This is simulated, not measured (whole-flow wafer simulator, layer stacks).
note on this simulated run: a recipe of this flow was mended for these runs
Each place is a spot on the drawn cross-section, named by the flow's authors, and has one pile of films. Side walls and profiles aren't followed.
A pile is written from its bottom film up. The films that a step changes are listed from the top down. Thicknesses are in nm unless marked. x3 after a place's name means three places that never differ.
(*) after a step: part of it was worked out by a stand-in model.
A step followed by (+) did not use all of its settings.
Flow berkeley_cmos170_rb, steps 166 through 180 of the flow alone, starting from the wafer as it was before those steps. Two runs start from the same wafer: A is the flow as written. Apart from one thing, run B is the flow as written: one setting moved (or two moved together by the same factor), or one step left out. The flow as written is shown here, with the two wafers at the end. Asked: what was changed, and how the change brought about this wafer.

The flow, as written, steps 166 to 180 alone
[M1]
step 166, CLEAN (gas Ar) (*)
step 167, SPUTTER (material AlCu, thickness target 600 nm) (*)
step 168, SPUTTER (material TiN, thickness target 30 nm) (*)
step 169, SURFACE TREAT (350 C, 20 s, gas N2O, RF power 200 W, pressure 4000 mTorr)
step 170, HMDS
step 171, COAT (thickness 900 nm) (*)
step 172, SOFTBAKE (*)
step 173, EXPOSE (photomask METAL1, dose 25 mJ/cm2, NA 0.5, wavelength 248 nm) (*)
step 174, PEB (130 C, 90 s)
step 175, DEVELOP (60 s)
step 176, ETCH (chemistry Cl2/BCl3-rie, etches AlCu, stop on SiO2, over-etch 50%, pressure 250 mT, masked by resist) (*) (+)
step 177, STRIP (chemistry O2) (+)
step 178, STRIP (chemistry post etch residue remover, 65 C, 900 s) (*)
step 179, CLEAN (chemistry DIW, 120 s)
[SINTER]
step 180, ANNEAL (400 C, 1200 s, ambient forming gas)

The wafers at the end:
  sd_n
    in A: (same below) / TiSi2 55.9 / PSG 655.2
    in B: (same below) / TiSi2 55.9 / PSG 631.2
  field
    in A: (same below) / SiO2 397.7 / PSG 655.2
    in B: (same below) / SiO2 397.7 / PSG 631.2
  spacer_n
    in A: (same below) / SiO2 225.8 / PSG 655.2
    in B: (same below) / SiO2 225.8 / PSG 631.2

Cause: step 167, SPUTTER: thickness target 408 nm was run, though the flow has thickness target 600 nm.

How this came from the change, step by step:
  step 167, SPUTTER (material AlCu, thickness target 600 nm) (*)
      field, sd_n, spacer_n, gate, spacer_p, gate_p, m1: A +600 AlCu (new film) | B +408 AlCu (new film)
      sd_p: A +549.6 AlCu (new film) | B +367.7 AlCu (new film)
      (also at 1 further place)
  step 168, SPUTTER (material TiN, thickness target 30 nm) (*)
      contact: A +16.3 TiN (new film) | B +18.1 TiN (new film)
  step 171, COAT (thickness 900 nm) (*)
      contact: A +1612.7 KrF-resist (new film) | B +1551.9 KrF-resist (new film)
  step 176, ETCH (chemistry Cl2/BCl3-rie, etches AlCu, stop on SiO2, over-etch 50%, pressure 250 mT, masked by resist) (*) (+)
      field, sd_n, spacer_n, gate, spacer_p, gate_p: A -30 TiN (all of it), -600 AlCu (all of it), -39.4 PSG | B -30 TiN (all of it), -408 AlCu (all of it), -63.4 PSG
      sd_p: A -25.8 TiN (all of it), -549.6 AlCu (all of it), -46.2 PSG | B -26 TiN (all of it), -367.7 AlCu (all of it), -68.9 PSG
  step 177, STRIP (chemistry O2) (+)
      contact: A -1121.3 KrF-resist (all of it) | B -1060.6 KrF-resist (all of it)
